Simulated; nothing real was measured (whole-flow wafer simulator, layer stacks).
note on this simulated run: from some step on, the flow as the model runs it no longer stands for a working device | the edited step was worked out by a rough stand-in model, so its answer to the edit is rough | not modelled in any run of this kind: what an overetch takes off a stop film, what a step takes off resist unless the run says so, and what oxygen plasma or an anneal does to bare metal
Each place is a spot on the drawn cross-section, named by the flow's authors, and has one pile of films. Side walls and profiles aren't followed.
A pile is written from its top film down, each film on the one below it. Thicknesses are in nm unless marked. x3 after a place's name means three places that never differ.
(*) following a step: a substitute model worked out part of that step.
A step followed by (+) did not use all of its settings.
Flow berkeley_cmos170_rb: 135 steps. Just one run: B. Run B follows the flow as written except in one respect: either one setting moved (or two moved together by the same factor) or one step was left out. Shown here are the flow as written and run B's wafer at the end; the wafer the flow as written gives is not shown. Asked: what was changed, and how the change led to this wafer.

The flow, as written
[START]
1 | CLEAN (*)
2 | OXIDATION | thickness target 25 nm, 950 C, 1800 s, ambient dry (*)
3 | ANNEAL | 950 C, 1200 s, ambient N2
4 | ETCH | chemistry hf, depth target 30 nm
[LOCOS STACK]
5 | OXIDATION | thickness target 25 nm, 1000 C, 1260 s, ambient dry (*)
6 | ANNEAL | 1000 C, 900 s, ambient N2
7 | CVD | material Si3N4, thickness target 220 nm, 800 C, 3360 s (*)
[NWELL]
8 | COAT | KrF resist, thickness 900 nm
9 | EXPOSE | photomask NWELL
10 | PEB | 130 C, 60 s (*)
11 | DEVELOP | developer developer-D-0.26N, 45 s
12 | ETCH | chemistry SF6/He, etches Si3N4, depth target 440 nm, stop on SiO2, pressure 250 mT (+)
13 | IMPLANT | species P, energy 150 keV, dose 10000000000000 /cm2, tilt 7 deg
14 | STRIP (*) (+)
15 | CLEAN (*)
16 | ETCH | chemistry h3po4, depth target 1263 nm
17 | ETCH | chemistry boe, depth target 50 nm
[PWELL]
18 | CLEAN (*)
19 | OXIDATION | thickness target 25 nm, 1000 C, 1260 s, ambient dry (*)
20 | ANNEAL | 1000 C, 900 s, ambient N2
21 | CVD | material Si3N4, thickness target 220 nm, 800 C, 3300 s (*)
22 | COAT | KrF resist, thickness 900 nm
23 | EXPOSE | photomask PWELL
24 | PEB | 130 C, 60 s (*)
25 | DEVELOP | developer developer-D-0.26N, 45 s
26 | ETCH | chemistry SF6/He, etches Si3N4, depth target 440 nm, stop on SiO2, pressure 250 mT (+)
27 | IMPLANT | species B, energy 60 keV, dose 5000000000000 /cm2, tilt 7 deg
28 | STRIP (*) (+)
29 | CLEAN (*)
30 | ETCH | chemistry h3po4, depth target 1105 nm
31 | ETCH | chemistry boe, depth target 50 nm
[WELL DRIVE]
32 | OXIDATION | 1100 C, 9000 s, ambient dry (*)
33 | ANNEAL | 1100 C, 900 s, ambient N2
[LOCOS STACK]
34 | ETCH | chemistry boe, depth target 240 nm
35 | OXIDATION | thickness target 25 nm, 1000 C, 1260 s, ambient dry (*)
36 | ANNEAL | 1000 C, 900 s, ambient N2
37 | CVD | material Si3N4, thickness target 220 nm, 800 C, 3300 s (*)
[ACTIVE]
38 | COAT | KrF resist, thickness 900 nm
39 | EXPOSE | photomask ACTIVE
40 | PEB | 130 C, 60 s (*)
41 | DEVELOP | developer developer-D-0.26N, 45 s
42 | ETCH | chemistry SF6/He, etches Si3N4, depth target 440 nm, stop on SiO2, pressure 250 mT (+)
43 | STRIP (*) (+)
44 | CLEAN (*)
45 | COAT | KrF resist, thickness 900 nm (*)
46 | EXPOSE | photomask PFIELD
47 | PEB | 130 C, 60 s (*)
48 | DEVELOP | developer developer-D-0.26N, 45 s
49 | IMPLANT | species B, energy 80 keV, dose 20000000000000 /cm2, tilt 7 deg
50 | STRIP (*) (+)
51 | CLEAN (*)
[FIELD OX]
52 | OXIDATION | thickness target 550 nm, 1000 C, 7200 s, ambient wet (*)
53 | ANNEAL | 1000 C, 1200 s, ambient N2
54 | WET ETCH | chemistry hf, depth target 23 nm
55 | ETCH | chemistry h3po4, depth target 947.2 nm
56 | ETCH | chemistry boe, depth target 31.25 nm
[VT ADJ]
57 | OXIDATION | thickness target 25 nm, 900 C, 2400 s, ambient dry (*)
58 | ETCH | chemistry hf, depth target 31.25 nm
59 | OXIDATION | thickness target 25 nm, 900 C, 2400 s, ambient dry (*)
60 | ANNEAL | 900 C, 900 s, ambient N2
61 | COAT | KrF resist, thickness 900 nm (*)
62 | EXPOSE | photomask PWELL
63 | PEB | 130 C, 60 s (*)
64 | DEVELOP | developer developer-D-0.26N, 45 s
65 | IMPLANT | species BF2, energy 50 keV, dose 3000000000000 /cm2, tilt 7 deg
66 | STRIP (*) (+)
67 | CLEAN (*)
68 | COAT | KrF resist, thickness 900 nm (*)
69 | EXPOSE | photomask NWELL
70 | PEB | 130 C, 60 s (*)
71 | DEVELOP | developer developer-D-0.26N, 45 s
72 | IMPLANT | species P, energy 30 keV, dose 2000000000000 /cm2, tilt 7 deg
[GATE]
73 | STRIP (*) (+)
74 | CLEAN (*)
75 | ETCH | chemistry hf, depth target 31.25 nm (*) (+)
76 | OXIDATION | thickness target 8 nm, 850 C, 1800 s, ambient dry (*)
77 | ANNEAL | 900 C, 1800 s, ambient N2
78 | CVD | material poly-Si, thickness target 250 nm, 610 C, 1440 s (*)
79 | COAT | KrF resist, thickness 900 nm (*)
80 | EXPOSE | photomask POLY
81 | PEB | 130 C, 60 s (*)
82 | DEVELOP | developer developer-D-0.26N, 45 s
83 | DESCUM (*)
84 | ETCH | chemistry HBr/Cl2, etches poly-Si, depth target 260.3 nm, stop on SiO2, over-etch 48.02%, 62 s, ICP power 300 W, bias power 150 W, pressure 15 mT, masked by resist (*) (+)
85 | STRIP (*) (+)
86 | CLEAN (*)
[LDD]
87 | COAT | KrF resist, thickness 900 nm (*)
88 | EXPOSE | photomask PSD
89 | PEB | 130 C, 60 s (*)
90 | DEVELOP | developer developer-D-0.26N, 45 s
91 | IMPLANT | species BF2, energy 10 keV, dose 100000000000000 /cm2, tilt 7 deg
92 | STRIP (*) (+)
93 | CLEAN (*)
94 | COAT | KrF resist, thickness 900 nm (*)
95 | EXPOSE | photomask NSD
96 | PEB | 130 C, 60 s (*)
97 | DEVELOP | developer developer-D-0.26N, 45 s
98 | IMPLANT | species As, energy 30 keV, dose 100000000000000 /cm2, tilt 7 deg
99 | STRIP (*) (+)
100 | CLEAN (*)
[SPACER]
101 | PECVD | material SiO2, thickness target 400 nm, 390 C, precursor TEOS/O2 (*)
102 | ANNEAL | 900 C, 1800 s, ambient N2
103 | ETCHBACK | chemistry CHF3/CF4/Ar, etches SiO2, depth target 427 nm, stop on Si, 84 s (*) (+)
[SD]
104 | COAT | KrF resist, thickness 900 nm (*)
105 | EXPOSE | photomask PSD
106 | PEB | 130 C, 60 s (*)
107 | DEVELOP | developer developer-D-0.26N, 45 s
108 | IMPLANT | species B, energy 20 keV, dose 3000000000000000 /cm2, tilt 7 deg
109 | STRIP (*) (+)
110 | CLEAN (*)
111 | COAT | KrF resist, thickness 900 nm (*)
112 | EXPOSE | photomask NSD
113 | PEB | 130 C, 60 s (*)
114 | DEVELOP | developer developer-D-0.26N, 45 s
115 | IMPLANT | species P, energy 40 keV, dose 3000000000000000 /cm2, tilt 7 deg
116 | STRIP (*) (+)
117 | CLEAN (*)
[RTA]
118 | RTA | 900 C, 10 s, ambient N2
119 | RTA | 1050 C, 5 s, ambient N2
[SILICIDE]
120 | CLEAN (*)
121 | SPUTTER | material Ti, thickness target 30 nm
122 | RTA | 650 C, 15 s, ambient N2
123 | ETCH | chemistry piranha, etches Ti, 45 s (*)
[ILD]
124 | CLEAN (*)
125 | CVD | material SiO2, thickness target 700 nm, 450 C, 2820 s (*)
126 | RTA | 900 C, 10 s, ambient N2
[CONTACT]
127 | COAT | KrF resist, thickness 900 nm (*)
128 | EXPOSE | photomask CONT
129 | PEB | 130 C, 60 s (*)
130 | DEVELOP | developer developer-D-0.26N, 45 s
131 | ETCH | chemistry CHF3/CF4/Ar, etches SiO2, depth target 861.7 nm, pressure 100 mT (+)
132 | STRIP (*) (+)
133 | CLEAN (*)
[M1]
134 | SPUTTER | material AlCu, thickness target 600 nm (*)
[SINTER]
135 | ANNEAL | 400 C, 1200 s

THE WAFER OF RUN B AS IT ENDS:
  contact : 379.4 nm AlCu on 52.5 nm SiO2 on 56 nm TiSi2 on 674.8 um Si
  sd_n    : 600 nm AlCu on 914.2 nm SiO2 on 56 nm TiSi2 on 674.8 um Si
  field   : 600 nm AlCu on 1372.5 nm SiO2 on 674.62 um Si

Cause: step 125, CVD: thickness target 914.2 nm was run, whereas the flow has thickness target 700 nm; step 125, CVD: 3683 s was run, where the flow has 2820 s.
The wafer lets one read it off: sd_n has SiO2 914.2, and step 125 as written asks for 700 nm.

How this came from the change, step by step:
  125 | CVD | material SiO2, thickness target 700 nm, 450 C, 2820 s (*)
      sd_n, gate, sd_p, gate_p, contact, m1: +914.2 SiO2 (new film) (as written it would have been: +700 SiO2 (new film))
      field, spacer_n, spacer_p: +914.2 SiO2 (as written it would have been: +700 SiO2)
  131 | ETCH | chemistry CHF3/CF4/Ar, etches SiO2, depth target 861.7 nm, pressure 100 mT (+)
      contact: -861.7 SiO2 (as written it would have been: -700 SiO2 (all of it), -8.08 TiSi2)
  134 | SPUTTER | material AlCu, thickness target 600 nm (*)
      contact: +379.4 AlCu (new film) (as written it would have been: +415.1 AlCu (new film))
